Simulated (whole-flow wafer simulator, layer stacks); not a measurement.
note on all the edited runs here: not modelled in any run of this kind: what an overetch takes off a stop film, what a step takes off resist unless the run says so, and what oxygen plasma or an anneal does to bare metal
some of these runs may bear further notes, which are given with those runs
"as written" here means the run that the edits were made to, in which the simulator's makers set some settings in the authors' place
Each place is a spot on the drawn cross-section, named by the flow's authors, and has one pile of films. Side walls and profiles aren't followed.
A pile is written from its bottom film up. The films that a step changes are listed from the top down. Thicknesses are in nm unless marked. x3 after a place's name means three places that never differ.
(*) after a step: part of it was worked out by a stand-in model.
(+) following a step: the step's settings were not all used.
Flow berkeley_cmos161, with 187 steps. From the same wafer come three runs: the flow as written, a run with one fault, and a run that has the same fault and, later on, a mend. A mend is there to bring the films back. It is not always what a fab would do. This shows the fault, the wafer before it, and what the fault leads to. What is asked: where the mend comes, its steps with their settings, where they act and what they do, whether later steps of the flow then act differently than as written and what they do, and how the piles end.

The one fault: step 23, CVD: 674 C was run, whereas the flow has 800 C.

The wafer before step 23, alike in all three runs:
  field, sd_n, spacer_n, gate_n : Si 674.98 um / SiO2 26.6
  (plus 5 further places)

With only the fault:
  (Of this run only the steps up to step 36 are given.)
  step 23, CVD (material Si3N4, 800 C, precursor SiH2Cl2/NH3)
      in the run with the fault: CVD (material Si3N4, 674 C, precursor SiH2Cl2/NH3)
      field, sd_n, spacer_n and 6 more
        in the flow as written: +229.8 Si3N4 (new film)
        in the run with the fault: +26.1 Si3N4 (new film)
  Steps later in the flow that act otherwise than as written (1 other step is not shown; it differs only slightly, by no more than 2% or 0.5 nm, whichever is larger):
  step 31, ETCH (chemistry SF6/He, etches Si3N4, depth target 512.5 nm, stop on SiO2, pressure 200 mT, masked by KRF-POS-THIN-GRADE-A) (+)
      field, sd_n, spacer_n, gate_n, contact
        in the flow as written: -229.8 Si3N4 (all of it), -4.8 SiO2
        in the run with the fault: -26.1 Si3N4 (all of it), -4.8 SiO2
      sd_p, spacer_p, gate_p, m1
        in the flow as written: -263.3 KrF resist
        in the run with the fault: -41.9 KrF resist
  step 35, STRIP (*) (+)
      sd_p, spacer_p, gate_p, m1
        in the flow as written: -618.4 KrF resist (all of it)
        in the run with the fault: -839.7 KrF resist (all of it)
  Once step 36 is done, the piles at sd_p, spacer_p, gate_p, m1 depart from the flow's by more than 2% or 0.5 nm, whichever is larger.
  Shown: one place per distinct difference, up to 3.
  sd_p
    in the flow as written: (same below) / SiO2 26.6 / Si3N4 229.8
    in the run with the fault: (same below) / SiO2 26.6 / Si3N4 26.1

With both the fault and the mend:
  The mend follows step 23.
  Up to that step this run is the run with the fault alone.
  step 23a, ETCH (chemistry h3po4, depth target 29.96 nm)
      field, sd_n, spacer_n and 6 more
        -26.1 Si3N4 (all of it)
  step 23b, CLEAN (chemistry SPM) (a further turn of the flow's step 16)
      alters no film at any place that is followed
  step 23c, CVD (material Si3N4, 800 C, precursor SiH2Cl2/NH3) (a further turn of the flow's step 23)
      field, sd_n, spacer_n and 6 more
        +229.8 Si3N4 (new film)
  Later steps of the flow that are run all act as written at every place that is followed.
  By the end, the piles equal the flow's at every place that both follow.
